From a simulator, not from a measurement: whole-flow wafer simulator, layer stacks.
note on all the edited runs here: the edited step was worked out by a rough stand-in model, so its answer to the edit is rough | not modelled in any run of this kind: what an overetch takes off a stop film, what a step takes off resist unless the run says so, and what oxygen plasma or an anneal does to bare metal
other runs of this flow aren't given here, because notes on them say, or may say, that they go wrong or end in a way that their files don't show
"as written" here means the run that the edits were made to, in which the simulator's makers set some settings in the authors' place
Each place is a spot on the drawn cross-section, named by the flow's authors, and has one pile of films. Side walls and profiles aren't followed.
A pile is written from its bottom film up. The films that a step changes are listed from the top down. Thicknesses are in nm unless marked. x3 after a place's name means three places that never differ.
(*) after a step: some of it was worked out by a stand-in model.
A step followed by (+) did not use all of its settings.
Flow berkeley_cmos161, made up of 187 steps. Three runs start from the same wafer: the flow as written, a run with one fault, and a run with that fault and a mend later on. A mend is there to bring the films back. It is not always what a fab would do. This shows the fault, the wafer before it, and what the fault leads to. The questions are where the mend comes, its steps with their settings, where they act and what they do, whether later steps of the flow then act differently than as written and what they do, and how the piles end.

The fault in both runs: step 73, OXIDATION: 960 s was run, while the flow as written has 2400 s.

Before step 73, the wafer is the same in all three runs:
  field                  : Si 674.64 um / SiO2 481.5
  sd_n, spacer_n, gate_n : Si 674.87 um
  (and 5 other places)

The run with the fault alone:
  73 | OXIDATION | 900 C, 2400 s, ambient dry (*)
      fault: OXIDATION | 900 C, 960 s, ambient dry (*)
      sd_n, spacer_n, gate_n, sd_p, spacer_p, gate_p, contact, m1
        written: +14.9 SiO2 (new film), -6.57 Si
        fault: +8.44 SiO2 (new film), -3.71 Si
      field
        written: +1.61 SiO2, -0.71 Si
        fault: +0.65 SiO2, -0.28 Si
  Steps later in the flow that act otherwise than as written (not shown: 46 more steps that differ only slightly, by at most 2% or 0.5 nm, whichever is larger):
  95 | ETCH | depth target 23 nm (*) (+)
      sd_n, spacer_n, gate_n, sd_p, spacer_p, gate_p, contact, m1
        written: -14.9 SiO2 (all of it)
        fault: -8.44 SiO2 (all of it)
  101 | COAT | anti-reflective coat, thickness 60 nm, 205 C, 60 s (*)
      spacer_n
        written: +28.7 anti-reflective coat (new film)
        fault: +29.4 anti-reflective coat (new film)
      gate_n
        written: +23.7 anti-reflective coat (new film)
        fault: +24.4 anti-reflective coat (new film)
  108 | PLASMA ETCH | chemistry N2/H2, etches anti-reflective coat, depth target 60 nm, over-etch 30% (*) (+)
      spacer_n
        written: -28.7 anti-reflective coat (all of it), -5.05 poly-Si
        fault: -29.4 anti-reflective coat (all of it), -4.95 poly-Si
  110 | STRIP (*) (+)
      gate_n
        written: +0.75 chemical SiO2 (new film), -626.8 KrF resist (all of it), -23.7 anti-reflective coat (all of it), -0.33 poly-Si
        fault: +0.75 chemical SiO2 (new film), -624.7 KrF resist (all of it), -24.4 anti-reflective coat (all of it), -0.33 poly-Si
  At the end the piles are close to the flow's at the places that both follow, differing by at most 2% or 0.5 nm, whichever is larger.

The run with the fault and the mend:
  The mend follows step 73.
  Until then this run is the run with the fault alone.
  73a | OXIDATION | 900 C, 1440 s, ambient dry (*) (a further turn of the flow's step 73, with different settings)
      sd_n, spacer_n, gate_n, sd_p, spacer_p, gate_p, contact, m1
        +6.5 SiO2, -2.86 Si
      field
        +0.97 SiO2, -0.43 Si
  None of the later steps of the flow acts differently than as written at any place that is followed.
  By the end, the piles equal the flow's at every place that both follow.
